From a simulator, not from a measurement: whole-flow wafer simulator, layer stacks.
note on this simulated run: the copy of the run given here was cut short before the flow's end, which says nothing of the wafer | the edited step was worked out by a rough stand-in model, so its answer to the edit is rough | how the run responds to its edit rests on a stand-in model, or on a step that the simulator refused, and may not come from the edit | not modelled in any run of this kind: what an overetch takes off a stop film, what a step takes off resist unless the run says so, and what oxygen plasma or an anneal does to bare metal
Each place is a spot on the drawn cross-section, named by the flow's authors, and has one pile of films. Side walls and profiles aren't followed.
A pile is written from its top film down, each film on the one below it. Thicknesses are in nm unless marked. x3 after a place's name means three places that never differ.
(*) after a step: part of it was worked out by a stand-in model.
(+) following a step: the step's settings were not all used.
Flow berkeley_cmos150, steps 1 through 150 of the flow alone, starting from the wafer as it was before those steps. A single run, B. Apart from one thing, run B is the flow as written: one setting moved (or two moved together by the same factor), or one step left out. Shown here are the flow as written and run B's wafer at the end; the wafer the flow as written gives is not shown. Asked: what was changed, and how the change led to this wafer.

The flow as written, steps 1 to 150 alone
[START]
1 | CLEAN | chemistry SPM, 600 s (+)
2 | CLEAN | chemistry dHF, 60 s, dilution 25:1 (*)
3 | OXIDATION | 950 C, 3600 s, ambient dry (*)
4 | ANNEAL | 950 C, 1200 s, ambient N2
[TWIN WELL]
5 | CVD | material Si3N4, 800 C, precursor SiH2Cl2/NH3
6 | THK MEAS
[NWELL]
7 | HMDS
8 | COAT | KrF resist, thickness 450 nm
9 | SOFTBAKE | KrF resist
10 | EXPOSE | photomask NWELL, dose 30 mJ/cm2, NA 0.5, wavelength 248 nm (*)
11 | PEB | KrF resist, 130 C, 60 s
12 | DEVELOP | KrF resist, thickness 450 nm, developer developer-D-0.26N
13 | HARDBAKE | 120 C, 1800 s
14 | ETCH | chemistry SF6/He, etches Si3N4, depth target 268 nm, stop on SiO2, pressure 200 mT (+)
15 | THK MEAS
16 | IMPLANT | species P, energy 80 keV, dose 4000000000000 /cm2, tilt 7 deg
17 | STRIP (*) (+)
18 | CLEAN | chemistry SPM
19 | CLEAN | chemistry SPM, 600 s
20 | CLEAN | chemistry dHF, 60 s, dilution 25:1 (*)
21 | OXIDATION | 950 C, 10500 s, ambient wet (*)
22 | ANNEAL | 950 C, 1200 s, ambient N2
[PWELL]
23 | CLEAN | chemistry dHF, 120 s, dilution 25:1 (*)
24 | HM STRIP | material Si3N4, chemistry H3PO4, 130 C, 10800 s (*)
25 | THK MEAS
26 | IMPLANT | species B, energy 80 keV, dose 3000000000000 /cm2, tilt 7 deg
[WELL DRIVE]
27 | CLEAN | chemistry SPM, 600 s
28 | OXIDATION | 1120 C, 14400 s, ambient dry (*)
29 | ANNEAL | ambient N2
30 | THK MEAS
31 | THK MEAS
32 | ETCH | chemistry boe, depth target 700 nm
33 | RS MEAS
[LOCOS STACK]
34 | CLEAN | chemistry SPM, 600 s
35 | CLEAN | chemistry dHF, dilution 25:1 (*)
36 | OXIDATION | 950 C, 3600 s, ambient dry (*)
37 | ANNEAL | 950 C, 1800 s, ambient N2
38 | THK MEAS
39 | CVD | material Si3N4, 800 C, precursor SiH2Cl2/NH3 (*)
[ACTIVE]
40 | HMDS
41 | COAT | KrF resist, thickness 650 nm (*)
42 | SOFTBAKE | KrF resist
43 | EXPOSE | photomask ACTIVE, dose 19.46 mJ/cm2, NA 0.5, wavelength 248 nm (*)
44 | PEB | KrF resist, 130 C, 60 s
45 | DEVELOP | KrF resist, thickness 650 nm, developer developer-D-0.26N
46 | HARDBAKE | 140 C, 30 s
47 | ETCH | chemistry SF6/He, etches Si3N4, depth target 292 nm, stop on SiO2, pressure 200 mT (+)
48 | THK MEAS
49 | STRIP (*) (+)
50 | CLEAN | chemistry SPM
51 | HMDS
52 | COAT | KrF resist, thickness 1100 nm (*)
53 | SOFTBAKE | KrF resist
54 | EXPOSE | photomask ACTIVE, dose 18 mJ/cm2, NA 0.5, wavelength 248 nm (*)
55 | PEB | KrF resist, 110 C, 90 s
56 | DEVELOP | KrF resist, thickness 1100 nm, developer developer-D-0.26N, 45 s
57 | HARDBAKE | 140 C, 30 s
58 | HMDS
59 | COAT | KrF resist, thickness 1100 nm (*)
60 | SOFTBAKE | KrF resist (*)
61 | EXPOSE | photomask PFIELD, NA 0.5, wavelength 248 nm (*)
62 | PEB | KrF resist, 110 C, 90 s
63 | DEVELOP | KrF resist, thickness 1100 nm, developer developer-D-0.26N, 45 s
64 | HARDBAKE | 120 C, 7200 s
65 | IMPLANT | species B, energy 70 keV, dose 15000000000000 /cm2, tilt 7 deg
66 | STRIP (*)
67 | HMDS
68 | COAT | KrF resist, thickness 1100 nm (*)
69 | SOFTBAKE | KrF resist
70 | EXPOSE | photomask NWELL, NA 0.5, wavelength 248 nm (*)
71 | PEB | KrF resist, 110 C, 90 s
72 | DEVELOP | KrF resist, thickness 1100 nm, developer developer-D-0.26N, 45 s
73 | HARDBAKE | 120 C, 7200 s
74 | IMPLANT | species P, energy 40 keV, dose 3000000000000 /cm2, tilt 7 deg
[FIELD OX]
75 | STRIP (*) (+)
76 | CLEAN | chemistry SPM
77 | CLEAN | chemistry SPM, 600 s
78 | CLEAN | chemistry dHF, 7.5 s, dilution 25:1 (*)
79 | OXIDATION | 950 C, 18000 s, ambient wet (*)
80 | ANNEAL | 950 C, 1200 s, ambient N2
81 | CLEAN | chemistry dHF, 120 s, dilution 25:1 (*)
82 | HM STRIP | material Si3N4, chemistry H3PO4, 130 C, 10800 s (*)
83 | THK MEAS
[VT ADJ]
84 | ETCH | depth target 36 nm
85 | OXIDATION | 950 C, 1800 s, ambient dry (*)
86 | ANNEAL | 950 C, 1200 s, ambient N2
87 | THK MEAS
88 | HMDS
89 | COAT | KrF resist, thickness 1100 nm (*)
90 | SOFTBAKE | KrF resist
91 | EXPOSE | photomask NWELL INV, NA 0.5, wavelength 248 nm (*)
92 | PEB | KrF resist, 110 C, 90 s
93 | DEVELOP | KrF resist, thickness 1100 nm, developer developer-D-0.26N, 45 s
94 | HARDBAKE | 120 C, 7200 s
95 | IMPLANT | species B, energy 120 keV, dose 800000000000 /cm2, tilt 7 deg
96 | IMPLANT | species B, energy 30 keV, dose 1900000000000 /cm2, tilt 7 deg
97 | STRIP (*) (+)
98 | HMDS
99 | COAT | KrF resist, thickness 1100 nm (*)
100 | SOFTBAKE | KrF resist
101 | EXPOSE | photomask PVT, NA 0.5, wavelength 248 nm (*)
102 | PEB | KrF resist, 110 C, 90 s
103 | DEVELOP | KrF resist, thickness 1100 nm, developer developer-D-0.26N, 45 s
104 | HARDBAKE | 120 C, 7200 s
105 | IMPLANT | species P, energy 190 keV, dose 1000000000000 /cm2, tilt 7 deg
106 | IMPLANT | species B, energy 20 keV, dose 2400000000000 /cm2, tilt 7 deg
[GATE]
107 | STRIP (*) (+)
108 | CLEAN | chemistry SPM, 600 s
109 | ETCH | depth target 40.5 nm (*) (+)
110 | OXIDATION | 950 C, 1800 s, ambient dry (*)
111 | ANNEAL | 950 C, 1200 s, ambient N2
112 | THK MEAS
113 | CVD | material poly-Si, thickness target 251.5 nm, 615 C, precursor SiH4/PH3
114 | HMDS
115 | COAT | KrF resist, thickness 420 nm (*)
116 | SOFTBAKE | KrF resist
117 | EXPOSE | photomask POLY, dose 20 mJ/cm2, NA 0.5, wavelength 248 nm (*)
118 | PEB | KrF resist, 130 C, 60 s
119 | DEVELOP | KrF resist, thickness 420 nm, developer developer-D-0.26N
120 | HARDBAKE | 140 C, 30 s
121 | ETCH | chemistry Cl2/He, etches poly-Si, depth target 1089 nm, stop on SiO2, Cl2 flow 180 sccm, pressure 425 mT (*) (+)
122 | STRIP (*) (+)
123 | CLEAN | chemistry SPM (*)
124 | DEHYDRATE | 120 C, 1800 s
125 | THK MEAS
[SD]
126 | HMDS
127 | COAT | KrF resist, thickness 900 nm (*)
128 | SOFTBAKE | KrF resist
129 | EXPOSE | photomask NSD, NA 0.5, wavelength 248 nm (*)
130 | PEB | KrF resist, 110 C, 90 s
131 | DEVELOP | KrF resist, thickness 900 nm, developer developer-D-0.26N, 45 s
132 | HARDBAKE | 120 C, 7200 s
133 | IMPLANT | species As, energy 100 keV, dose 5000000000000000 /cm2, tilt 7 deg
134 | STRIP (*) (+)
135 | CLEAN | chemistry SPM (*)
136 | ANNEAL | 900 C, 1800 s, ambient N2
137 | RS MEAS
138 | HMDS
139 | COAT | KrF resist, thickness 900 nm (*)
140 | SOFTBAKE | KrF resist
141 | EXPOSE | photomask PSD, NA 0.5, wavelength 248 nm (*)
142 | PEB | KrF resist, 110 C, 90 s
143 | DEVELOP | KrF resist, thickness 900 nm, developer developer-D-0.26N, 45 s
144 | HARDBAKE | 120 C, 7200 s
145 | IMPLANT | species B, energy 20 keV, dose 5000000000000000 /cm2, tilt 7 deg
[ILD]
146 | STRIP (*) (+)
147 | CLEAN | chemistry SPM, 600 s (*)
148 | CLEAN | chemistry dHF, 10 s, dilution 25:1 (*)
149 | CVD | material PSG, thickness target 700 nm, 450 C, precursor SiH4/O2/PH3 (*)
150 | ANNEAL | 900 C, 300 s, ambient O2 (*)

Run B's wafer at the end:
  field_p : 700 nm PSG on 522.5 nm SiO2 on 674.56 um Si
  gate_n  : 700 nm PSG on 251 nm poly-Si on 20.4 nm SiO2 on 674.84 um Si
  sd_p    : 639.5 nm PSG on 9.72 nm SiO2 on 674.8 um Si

Cause: step 21, OXIDATION: 855 C was run, whereas the flow has 950 C.

Step by step, how the change led to this:
  21 | OXIDATION | 950 C, 10500 s, ambient wet (*)
      field, sd_n, gate_n, contact, m1: SiO2 gains 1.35 (new film), Si3N4 loses 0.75 (it would be, as written: SiO2 gains 7.45 (new film), Si3N4 loses 4.11)
      field_p, sd_p, gate_p: SiO2 gains 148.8, Si loses 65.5 (it would be, as written: SiO2 gains 461.2, Si loses 202.9)
  23 | CLEAN | chemistry dHF, 120 s, dilution 25:1 (*)
      field, sd_n, gate_n, contact, m1: SiO2 loses 1.35 (all of it), Si3N4 loses 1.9 (it would be, as written: SiO2 loses 7.45 (all of it), Si3N4 loses 1.36)
  24 | HM STRIP | material Si3N4, chemistry H3PO4, 130 C, 10800 s (*)
      field, sd_n, gate_n, contact, m1: Si3N4 loses 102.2 (all of it), SiO2 loses 1.85 (it would be, as written: Si3N4 loses 99.4 (all of it), SiO2 loses 1.87)
  28 | OXIDATION | 1120 C, 14400 s, ambient dry (*)
      field_p, sd_p, gate_p: SiO2 gains 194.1, Si loses 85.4 (it would be, as written: SiO2 gains 103.6, Si loses 45.6)
  32 | ETCH | chemistry boe, depth target 700 nm
      field_p, sd_p, gate_p: SiO2 loses 333.6 (all of it) (it would be, as written: SiO2 loses 555.5 (all of it))
  41 | COAT | KrF resist, thickness 650 nm (*)
      field_p: KrF resist gains 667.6 (new film) (it would be, as written: KrF resist gains 715.2 (new film))
      sd_p: KrF resist gains 662.2 (new film) (it would be, as written: KrF resist gains 694.3 (new film))
      (and at 1 other place as well)
  45 | DEVELOP | KrF resist, thickness 650 nm, developer developer-D-0.26N
      field_p: KrF resist loses 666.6 (all of it) (it would be, as written: KrF resist loses 714.1 (all of it))
  46 | HARDBAKE | 140 C, 30 s
      sd_p: KrF resist loses 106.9 (it would be, as written: KrF resist loses 112.2)
      gate_p: KrF resist loses 106.7 (it would be, as written: KrF resist loses 111.5)
  49 | STRIP (*) (+)
      sd_n: KrF resist loses 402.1 (all of it) (it would be, as written: KrF resist loses 392.4 (all of it))
      sd_p: KrF resist loses 416.1 (all of it) (it would be, as written: KrF resist loses 442.9 (all of it))
      (and at 1 other place as well)
  52 | COAT | KrF resist, thickness 1100 nm (*)
      field_p: KrF resist gains 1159 (new film) (it would be, as written: KrF resist gains 1219.5 (new film))
      sd_p: KrF resist gains 1062.4 (new film) (it would be, as written: KrF resist gains 1111.6 (new film))
      (and at 1 other place as well)
  56 | DEVELOP | KrF resist, thickness 1100 nm, developer developer-D-0.26N, 45 s
      field_p: KrF resist loses 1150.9 (all of it) (it would be, as written: KrF resist loses 1211 (all of it))
  57 | HARDBAKE | 140 C, 30 s
      sd_p: KrF resist loses 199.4 (it would be, as written: KrF resist loses 208.8)
      gate_p: KrF resist loses 200.6 (it would be, as written: KrF resist loses 209.5)
  59 | COAT | KrF resist, thickness 1100 nm (*)
      field_p: KrF resist gains 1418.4 (new film) (it would be, as written: KrF resist gains 1484.3 (new film))
      sd_p: KrF resist gains 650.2 (it would be, as written: KrF resist gains 671.5)
      (and at 1 other place as well)
  62 | PEB | KrF resist, 110 C, 90 s
      field_p: KrF resist loses 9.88 (it would be, as written: KrF resist loses 10.4)
  64 | HARDBAKE | 120 C, 7200 s
      field_p: KrF resist loses 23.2 (it would be, as written: KrF resist loses 24.4)
  66 | STRIP (*)
      field_p: KrF resist loses 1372 (all of it) (it would be, as written: KrF resist loses 1436.3 (all of it))
      sd_p: KrF resist loses 1464.8 (all of it) (it would be, as written: KrF resist loses 1525.1 (all of it))
      (and at 1 other place as well)
  ... 20 further steps ...
  146 | STRIP (*) (+)
      field: KrF resist loses 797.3 (all of it) (it would be, as written: KrF resist loses 778.1 (all of it))
      field_p: KrF resist loses 827.4 (all of it) (it would be, as written: KrF resist loses 882.7 (all of it))
